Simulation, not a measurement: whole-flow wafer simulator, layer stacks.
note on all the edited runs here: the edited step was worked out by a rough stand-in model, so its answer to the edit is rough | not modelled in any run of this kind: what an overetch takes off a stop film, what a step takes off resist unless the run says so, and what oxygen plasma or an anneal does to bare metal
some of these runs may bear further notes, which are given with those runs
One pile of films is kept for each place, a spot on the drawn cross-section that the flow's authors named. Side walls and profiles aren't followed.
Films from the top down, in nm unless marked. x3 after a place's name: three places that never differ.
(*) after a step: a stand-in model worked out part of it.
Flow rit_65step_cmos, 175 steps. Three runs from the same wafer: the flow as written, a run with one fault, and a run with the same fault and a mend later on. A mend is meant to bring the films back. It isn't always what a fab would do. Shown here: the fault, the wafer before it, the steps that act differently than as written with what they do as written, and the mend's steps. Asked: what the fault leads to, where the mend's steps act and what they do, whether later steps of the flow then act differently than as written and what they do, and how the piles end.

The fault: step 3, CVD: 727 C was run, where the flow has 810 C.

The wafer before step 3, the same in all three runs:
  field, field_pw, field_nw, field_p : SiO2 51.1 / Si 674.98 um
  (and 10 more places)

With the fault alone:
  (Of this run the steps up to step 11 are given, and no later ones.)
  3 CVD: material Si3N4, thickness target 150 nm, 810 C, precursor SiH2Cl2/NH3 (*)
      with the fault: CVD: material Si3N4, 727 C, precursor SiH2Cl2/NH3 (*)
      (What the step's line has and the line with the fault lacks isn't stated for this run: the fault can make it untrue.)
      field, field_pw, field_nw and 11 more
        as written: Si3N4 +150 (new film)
        with the fault: Si3N4 +38.4 (new film)
  No later step of the flow up to step 11 acts differently than as written at any place that is followed.
  After step 11 the piles differ from the flow's by more than 2% or 0.5 nm, whichever is larger, at field, field_pw, field_nw and 11 more.
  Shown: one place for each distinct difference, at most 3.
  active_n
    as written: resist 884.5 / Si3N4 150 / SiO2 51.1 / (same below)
    with the fault: resist 884.5 / Si3N4 38.4 / SiO2 51.1 / (same below)
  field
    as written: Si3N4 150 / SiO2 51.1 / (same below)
    with the fault: Si3N4 38.4 / SiO2 51.1 / (same below)

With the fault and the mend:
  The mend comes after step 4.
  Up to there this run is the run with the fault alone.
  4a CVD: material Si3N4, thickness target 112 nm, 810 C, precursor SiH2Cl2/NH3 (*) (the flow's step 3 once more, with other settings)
      field, field_pw, field_nw and 11 more
        Si3N4 +112
  No later step of the flow acts differently than as written, at any place that is followed, by more than 2% or 0.5 nm, whichever is larger.
  At the end the piles are the same as the flow's at every place that both follow.
